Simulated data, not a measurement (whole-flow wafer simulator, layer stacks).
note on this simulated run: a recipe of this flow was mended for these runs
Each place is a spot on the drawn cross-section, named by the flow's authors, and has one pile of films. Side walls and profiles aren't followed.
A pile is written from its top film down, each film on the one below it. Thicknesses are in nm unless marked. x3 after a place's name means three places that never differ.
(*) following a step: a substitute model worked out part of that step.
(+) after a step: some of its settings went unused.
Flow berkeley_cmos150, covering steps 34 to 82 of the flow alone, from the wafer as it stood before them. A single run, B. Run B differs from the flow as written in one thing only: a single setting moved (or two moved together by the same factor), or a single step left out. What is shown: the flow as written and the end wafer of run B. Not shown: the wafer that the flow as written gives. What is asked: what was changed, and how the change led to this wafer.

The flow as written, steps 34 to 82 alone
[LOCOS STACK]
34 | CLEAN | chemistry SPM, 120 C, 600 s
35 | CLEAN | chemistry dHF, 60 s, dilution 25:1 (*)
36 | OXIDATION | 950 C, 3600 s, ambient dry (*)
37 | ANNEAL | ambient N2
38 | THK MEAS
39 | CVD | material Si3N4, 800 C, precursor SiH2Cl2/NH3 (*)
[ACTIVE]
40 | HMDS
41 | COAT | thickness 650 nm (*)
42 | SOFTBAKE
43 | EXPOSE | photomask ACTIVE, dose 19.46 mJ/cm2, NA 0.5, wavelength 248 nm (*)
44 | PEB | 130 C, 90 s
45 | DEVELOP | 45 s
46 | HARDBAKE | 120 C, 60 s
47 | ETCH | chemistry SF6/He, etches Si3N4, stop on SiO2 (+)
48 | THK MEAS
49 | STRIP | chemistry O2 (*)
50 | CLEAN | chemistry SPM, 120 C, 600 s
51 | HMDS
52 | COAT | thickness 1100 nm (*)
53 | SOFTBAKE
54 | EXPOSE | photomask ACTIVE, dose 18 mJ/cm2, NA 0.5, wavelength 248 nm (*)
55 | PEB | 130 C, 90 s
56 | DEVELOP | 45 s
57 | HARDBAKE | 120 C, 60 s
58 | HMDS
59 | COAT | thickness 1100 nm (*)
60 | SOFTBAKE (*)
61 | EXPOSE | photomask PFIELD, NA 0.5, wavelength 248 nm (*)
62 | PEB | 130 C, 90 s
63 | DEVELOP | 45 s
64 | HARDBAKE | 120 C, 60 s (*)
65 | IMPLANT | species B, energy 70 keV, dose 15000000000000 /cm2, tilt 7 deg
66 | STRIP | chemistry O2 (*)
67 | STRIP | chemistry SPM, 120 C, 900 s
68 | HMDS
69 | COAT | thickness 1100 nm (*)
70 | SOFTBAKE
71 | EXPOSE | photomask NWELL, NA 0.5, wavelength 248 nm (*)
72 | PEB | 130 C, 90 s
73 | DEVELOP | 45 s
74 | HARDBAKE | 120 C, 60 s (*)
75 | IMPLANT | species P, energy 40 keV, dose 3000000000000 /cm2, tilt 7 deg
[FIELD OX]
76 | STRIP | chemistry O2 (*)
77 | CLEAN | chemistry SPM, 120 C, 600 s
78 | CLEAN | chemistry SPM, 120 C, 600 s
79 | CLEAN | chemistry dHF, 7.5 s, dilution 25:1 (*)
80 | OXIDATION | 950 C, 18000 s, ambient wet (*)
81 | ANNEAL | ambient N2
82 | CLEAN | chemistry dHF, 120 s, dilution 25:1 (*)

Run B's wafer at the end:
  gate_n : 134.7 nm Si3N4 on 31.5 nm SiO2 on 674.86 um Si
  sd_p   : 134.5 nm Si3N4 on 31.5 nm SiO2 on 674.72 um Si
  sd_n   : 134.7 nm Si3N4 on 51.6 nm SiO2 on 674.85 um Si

The reason: step 39, CVD: 835 C was run, while the flow as written has 800 C.

How this came from the change, step by step:
  39 | CVD | material Si3N4, 800 C, precursor SiH2Cl2/NH3 (*)
      field, field_p, sd_n, gate_n, sd_p, gate_p, contact, m1: +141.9 Si3N4 (new film) (in the flow as written it would be: +106 Si3N4 (new film))
  41 | COAT | thickness 650 nm (*)
      field: +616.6 KrF-resist (new film) (in the flow as written it would be: +646.4 KrF-resist (new film))
  45 | DEVELOP | 45 s
      field: -615.3 KrF-resist (all of it) (in the flow as written it would be: -645 KrF-resist (all of it))
  47 | ETCH | chemistry SF6/He, etches Si3N4, stop on SiO2 (+)
      sd_n, gate_n, sd_p, gate_p, contact, m1: -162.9 KrF-resist (in the flow as written it would be: -124 KrF-resist)
      field, field_p: -141.9 Si3N4 (all of it), -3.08 SiO2 (in the flow as written it would be: -106 Si3N4 (all of it), -3.08 SiO2)
  49 | STRIP | chemistry O2 (*)
      sd_n: -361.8 KrF-resist (all of it) (in the flow as written it would be: -400.9 KrF-resist (all of it))
      gate_n: -370.2 KrF-resist (all of it) (in the flow as written it would be: -409.3 KrF-resist (all of it))
      (as well as at 4 more places)
  52 | COAT | thickness 1100 nm (*)
      sd_n: +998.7 thick-KrF-resist (new film) (in the flow as written it would be: +1019.1 thick-KrF-resist (new film))
  57 | HARDBAKE | 120 C, 60 s
      sd_n: -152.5 thick-KrF-resist (in the flow as written it would be: -155.7 thick-KrF-resist)
  69 | COAT | thickness 1100 nm (*)
      sd_n: +998.7 thick-KrF-resist (new film) (in the flow as written it would be: +1019.1 thick-KrF-resist (new film))
  76 | STRIP | chemistry O2 (*)
      sd_n: -983 thick-KrF-resist (all of it) (in the flow as written it would be: -1003.4 thick-KrF-resist (all of it))
      m1: -993 thick-KrF-resist (all of it) (in the flow as written it would be: -1013.3 thick-KrF-resist (all of it))
  80 | OXIDATION | 950 C, 18000 s, ambient wet (*)
      sd_n: +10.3 SiO2 (new film), -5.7 Si3N4, +20.1 SiO2, -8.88 Si (in the flow as written it would be: +10.3 SiO2 (new film), -5.7 Si3N4, +34.7 SiO2, -15.4 Si)
